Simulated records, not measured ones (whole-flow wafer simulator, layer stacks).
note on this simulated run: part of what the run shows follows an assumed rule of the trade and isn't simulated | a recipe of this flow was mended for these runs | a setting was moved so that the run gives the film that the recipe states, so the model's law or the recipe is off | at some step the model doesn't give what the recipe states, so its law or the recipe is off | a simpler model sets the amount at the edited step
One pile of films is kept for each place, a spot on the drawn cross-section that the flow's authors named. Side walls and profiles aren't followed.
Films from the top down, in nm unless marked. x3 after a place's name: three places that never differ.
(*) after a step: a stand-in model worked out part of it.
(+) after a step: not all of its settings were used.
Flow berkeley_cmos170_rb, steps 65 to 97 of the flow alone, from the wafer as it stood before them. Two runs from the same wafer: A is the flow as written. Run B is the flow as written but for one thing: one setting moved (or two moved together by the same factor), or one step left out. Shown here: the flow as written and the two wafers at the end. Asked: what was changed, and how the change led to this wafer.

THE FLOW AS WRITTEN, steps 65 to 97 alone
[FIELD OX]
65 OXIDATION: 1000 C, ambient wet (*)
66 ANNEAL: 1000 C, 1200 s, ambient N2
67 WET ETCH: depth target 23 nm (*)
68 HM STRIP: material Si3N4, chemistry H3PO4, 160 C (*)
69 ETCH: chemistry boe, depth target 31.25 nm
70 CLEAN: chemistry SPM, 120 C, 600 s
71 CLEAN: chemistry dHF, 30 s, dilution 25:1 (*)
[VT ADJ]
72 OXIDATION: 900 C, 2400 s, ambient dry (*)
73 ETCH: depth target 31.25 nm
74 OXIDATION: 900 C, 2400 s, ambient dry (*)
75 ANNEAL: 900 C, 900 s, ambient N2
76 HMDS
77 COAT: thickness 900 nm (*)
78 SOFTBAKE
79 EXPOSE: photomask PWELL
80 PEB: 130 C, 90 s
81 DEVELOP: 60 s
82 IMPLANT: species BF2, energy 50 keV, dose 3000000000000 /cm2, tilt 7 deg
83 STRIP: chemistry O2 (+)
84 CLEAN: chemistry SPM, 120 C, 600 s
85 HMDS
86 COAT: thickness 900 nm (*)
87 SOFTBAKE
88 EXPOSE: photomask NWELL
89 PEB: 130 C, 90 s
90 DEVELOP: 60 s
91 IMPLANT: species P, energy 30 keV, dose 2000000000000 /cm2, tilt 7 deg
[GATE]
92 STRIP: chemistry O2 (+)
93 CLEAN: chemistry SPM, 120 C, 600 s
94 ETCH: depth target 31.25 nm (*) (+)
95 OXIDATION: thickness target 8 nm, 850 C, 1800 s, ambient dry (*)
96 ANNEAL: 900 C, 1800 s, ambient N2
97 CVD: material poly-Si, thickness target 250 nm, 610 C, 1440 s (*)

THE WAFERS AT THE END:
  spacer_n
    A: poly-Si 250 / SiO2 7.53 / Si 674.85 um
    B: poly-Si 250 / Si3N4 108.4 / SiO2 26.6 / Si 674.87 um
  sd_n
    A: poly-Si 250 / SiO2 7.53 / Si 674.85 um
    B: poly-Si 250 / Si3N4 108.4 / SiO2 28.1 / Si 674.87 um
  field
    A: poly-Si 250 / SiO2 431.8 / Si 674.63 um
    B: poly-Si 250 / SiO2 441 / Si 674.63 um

The cause: step 68, HM STRIP: 128 C was run, where the flow has 160 C.

How the change led to this, step by step:
  68 HM STRIP: material Si3N4, chemistry H3PO4, 160 C (*)
      sd_n, spacer_n, gate, sd_p, spacer_p, gate_p, contact, m1: A Si3N4 -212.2 (all of it), SiO2 -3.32 | B Si3N4 -99.7
      field: A SiO2 -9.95 | B SiO2 -0.77
  69 ETCH: chemistry boe, depth target 31.25 nm
      spacer_n, spacer_p, gate_p, contact, m1: A SiO2 -23.2 (all of it) | B Si3N4 -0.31
      gate, sd_p: A SiO2 -23.3 (all of it) | B Si3N4 -0.31
      (and at 1 more place)
  70 CLEAN: chemistry SPM, 120 C, 600 s
      sd_n, spacer_n, gate, sd_p, spacer_p, gate_p, contact, m1: A chemical SiO2 +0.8 (new film), Si -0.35 | B nothing
  71 CLEAN: chemistry dHF, 30 s, dilution 25:1 (*)
      sd_n, spacer_n, gate, sd_p, spacer_p, gate_p, contact, m1: A chemical SiO2 -0.8 (all of it) | B Si3N4 -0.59
  72 OXIDATION: 900 C, 2400 s, ambient dry (*)
      sd_n, spacer_n, gate, sd_p, spacer_p, gate_p, contact, m1: A SiO2 +15 (new film), Si -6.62 | B nothing
  73 ETCH: depth target 31.25 nm
      sd_n, spacer_n, gate, sd_p, spacer_p, gate_p, contact, m1: A SiO2 -15 (all of it) | B Si3N4 -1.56
  74 OXIDATION: 900 C, 2400 s, ambient dry (*)
      sd_n, spacer_n, gate, sd_p, spacer_p, gate_p, contact, m1: A SiO2 +15 (new film), Si -6.62 | B nothing
  77 COAT: thickness 900 nm (*)
      field: A KrF-resist +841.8 (new film) | B KrF-resist +874.6 (new film)
      sd_n: A KrF-resist +1014.8 (new film) | B KrF-resist +948 (new film)
      (and at 7 more places)
  81 DEVELOP: 60 s
      spacer_n, gate: A KrF-resist -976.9 (all of it) | B KrF-resist -933.9 (all of it)
      field: A KrF-resist -839.9 (all of it) | B KrF-resist -872.6 (all of it)
      (and at 3 more places)
  83 STRIP: chemistry O2 (+)
      sd_p: A KrF-resist -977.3 (all of it) | B KrF-resist -923.9 (all of it)
      spacer_p: A KrF-resist -958.6 (all of it) | B KrF-resist -917 (all of it)
      (and at 1 more place)
  86 COAT: thickness 900 nm (*)
      field: A KrF-resist +841.8 (new film) | B KrF-resist +874.6 (new film)
      sd_n: A KrF-resist +1014.8 (new film) | B KrF-resist +948 (new film)
      (and at 7 more places)
  90 DEVELOP: 60 s
      sd_p: A KrF-resist -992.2 (all of it) | B KrF-resist -938.9 (all of it)
      spacer_p: A KrF-resist -973.6 (all of it) | B KrF-resist -931.9 (all of it)
      (and at 1 more place)
  92 STRIP: chemistry O2 (+)
      field: A KrF-resist -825 (all of it) | B KrF-resist -857.7 (all of it)
      sd_n: A KrF-resist -997.5 (all of it) | B KrF-resist -930.9 (all of it)
      (and at 4 more places)
  94 ETCH: depth target 31.25 nm (*) (+)
      sd_n, spacer_n, gate, sd_p, spacer_p, gate_p, contact, m1: A SiO2 -15 (all of it) | B Si3N4 -1.56
  95 OXIDATION: thickness target 8 nm, 850 C, 1800 s, ambient dry (*)
      sd_n, spacer_n, gate, sd_p, spacer_p, gate_p, contact, m1: A SiO2 +7.53 (new film), Si -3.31 | B nothing
